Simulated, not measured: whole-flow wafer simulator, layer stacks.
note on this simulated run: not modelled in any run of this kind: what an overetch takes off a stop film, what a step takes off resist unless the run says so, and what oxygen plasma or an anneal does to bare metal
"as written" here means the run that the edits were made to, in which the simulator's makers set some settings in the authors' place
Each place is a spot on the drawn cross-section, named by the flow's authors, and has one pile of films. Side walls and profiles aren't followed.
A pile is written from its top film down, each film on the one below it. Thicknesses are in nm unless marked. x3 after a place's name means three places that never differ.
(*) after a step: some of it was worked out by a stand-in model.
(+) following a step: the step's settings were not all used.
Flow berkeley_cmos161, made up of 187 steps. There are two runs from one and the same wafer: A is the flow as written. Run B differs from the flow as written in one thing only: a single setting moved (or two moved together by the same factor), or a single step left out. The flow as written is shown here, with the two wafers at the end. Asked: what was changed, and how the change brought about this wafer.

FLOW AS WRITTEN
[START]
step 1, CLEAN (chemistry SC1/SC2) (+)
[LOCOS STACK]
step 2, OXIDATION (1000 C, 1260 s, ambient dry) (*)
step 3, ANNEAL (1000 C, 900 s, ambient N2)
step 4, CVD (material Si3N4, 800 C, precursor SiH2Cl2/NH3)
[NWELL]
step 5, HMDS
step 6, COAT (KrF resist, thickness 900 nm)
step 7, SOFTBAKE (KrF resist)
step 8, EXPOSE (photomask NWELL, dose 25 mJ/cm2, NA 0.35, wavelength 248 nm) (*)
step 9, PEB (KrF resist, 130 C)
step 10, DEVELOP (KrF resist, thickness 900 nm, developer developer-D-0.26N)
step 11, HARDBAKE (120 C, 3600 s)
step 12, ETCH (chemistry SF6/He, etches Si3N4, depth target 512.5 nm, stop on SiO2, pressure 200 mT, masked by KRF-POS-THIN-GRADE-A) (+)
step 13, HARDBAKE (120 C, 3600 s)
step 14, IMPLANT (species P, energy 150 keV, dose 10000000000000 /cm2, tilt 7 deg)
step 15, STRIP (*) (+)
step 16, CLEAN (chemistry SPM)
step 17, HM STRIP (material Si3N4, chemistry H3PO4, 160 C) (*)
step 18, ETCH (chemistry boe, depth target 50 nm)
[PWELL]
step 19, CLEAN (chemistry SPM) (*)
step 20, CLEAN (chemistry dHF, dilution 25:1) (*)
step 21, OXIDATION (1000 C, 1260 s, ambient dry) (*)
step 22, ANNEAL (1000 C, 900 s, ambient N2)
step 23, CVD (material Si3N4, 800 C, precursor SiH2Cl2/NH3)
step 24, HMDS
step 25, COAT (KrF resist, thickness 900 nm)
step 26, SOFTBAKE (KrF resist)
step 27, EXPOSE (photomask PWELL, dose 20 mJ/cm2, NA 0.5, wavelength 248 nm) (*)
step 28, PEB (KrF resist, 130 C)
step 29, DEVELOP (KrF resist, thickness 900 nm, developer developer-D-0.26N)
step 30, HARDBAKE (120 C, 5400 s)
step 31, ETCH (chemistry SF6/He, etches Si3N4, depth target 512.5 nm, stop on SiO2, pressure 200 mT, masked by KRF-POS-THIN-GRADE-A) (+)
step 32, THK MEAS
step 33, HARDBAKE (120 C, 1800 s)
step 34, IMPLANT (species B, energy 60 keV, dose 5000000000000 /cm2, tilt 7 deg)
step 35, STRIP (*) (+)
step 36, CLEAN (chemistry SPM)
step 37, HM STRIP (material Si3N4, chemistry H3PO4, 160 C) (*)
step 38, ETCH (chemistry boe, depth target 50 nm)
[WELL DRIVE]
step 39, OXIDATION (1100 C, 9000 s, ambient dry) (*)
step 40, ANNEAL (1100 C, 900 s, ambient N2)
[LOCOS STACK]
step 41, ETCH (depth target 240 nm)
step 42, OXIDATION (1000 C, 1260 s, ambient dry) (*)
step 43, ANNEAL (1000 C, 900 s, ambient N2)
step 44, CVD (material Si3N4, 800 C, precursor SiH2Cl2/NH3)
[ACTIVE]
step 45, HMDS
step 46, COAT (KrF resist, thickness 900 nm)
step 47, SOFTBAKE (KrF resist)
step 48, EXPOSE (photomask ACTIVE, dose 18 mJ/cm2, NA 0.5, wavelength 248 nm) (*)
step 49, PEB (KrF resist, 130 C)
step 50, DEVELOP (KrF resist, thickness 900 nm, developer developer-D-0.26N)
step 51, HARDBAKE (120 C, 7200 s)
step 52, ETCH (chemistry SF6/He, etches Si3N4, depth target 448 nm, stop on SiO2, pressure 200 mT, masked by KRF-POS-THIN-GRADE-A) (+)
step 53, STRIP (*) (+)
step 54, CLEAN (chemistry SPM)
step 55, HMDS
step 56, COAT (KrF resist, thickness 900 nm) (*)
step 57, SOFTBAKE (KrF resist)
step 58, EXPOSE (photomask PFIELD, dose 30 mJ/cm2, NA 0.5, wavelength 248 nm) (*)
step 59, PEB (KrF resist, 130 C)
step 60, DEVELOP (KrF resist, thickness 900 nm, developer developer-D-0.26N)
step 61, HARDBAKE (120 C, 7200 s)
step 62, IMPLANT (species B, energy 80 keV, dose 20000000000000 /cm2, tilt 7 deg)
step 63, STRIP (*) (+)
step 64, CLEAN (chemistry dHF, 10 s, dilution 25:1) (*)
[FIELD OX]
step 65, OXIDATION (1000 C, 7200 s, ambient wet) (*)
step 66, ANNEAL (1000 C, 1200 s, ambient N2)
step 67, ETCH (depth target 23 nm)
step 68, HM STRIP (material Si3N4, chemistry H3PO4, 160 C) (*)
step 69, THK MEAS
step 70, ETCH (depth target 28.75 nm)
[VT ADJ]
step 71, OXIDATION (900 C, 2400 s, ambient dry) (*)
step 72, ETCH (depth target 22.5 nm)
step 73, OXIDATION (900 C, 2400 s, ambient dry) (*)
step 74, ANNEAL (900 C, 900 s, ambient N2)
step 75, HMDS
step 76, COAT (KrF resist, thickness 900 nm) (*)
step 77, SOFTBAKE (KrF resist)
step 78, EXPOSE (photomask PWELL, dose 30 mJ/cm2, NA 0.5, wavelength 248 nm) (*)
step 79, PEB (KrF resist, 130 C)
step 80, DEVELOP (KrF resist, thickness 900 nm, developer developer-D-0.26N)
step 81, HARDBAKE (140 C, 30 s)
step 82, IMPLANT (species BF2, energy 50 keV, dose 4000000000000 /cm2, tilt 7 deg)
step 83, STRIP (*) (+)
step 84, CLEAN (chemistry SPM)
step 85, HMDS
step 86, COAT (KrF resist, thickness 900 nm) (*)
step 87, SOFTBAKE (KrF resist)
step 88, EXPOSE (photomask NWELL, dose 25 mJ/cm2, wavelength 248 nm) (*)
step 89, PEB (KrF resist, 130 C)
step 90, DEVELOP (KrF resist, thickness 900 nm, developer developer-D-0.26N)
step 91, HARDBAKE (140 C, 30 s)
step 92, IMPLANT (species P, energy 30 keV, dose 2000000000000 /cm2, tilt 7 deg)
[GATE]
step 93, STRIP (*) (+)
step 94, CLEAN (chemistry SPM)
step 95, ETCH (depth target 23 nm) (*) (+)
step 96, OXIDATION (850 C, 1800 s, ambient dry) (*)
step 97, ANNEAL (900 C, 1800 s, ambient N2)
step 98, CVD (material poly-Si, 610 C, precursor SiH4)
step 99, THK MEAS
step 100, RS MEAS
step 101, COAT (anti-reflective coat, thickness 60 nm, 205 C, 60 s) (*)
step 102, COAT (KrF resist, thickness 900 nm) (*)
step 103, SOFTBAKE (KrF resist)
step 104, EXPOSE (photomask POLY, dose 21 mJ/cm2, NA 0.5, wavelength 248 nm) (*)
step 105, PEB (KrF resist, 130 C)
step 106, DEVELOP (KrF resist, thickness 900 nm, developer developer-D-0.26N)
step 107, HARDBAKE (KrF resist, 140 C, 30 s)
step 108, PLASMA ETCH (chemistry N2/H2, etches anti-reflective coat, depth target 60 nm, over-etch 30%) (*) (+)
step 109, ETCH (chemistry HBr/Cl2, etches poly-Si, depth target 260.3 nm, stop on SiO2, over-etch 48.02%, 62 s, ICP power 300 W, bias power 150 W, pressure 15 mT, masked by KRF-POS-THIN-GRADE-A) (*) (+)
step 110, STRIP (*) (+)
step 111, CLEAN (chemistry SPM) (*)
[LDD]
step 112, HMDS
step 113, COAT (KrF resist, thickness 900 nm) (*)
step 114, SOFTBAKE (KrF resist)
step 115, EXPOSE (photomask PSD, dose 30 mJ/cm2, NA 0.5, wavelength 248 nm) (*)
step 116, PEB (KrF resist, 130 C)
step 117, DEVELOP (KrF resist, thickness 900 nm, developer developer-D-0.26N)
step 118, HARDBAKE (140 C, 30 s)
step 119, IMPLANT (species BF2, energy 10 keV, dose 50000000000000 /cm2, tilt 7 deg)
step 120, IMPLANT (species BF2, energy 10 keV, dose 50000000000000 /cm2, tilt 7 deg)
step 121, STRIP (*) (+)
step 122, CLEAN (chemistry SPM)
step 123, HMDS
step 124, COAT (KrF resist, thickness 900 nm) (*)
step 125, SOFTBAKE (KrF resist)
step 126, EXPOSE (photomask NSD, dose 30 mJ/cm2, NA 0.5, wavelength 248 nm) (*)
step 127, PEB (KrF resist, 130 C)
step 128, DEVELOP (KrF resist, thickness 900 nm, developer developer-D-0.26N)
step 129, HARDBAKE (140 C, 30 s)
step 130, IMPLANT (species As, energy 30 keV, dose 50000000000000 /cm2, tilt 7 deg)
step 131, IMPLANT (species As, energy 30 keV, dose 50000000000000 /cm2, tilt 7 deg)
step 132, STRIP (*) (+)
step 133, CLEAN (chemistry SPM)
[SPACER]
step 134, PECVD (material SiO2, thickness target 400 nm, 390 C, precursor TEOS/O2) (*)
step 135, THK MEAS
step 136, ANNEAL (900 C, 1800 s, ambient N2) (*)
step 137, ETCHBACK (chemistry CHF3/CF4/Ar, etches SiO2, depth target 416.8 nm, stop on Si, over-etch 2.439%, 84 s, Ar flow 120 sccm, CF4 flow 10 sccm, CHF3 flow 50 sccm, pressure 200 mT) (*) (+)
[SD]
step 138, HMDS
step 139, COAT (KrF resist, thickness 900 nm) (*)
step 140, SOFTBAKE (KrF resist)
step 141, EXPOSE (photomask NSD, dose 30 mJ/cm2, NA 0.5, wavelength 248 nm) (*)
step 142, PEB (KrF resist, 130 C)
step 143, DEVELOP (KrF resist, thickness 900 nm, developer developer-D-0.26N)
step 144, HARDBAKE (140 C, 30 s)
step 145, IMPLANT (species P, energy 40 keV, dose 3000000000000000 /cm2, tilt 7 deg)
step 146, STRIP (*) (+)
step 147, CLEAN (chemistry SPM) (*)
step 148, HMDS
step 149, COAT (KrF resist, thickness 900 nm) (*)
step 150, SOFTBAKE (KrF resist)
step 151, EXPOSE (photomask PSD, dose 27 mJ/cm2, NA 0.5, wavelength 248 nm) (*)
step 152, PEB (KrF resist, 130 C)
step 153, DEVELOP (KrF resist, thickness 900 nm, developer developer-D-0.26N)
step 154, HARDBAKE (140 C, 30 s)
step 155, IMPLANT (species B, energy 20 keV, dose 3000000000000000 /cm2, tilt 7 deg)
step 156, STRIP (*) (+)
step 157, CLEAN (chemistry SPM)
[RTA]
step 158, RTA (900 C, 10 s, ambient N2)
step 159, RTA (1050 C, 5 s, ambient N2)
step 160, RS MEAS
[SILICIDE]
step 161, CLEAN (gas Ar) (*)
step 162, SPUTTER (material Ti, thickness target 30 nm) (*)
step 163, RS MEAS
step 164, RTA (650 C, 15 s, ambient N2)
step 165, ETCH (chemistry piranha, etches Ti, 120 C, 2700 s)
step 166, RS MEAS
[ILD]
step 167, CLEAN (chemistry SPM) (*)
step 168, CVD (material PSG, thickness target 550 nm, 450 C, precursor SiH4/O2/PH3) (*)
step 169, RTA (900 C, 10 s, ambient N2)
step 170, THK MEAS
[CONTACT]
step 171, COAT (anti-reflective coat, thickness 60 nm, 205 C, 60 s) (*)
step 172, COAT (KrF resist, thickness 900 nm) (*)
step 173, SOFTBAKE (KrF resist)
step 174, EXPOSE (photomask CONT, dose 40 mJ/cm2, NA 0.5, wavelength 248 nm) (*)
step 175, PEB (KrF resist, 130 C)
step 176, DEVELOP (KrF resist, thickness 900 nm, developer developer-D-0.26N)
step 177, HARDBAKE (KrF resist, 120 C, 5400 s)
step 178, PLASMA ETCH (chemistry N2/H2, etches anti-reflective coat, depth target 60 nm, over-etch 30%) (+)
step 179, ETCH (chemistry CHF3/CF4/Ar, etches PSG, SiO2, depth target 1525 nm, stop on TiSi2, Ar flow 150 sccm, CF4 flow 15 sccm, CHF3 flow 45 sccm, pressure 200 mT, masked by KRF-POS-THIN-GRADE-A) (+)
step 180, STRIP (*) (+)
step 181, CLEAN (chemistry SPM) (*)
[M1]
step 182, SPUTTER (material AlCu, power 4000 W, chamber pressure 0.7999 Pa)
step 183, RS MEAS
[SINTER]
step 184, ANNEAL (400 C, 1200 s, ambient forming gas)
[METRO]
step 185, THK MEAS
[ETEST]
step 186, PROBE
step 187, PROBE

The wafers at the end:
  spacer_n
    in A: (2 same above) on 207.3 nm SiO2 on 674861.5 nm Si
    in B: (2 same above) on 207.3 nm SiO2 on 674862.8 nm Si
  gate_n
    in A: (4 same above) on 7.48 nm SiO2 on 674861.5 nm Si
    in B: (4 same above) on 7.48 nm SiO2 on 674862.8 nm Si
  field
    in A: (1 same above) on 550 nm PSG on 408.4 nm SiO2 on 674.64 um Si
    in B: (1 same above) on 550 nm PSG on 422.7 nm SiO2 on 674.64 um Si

The reason: step 70, ETCH: depth target 14.38 nm was run, while the flow as written has depth target 28.75 nm.

Step by step, how the change led to this:
  step 70, ETCH (depth target 28.75 nm)
      spacer_n, gate_n, spacer_p, gate_p, contact, m1: A SiO2 loses 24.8 (all of it) | B SiO2 loses 14.4
      sd_n, sd_p: A SiO2 loses 25 (all of it) | B SiO2 loses 14.4
      (and at 1 other place as well)
  step 71, OXIDATION (900 C, 2400 s, ambient dry) (*)
      spacer_n, gate_n, spacer_p, gate_p, contact, m1: A SiO2 gains 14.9 (new film), Si loses 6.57 | B SiO2 gains 11.9, Si loses 5.22
      sd_n, sd_p: A SiO2 gains 14.9 (new film), Si loses 6.57 | B SiO2 gains 11.8, Si loses 5.2
  step 72, ETCH (depth target 22.5 nm)
      spacer_n, gate_n, spacer_p, gate_p, contact, m1: A SiO2 loses 14.9 (all of it) | B SiO2 loses 22.3 (all of it)
      sd_n, sd_p: A SiO2 loses 14.9 (all of it) | B SiO2 loses 22.5 (all of it)
  step 101, COAT (anti-reflective coat, thickness 60 nm, 205 C, 60 s) (*)
      sd_n: A anti-reflective coat gains 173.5 (new film) | B anti-reflective coat gains 183.6 (new film)
      spacer_n: A anti-reflective coat gains 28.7 (new film) | B anti-reflective coat gains 26.3 (new film)
      (and at 4 other places as well)
  step 108, PLASMA ETCH (chemistry N2/H2, etches anti-reflective coat, depth target 60 nm, over-etch 30%) (*) (+)
      sd_n: A anti-reflective coat loses 173.5 (all of it), poly-Si loses 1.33 | B anti-reflective coat loses 183.6 (all of it), poly-Si loses 1.41
      spacer_n: A anti-reflective coat loses 28.7 (all of it), poly-Si loses 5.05 | B anti-reflective coat loses 26.3 (all of it), poly-Si loses 5.44
      (and at 2 other places as well)
  step 110, STRIP (*) (+)
      gate_n: A chemical SiO2 gains 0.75 (new film), KrF resist loses 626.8 (all of it), anti-reflective coat loses 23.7 (all of it), poly-Si loses 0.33 | B chemical SiO2 gains 0.75 (new film), KrF resist loses 635.2 (all of it), anti-reflective coat loses 21.4 (all of it), poly-Si loses 0.33
      gate_p: A chemical SiO2 gains 0.75 (new film), KrF resist loses 598.2 (all of it), anti-reflective coat loses 27.9 (all of it), poly-Si loses 0.33 | B chemical SiO2 gains 0.75 (new film), KrF resist loses 603.2 (all of it), anti-reflective coat loses 26.7 (all of it), poly-Si loses 0.33
  step 171, COAT (anti-reflective coat, thickness 60 nm, 205 C, 60 s) (*)
      sd_n: A anti-reflective coat gains 149.7 (new film) | B anti-reflective coat gains 160.5 (new film)
      m1: A anti-reflective coat gains 97.8 (new film) | B anti-reflective coat gains 101.1 (new film)
  step 180, STRIP (*) (+)
      sd_n: A KrF resist loses 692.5 (all of it), anti-reflective coat loses 149.7 (all of it) | B KrF resist loses 690.1 (all of it), anti-reflective coat loses 160.5 (all of it)
      m1: A KrF resist loses 739.9 (all of it), anti-reflective coat loses 97.8 (all of it) | B KrF resist loses 744.5 (all of it), anti-reflective coat loses 101.1 (all of it)
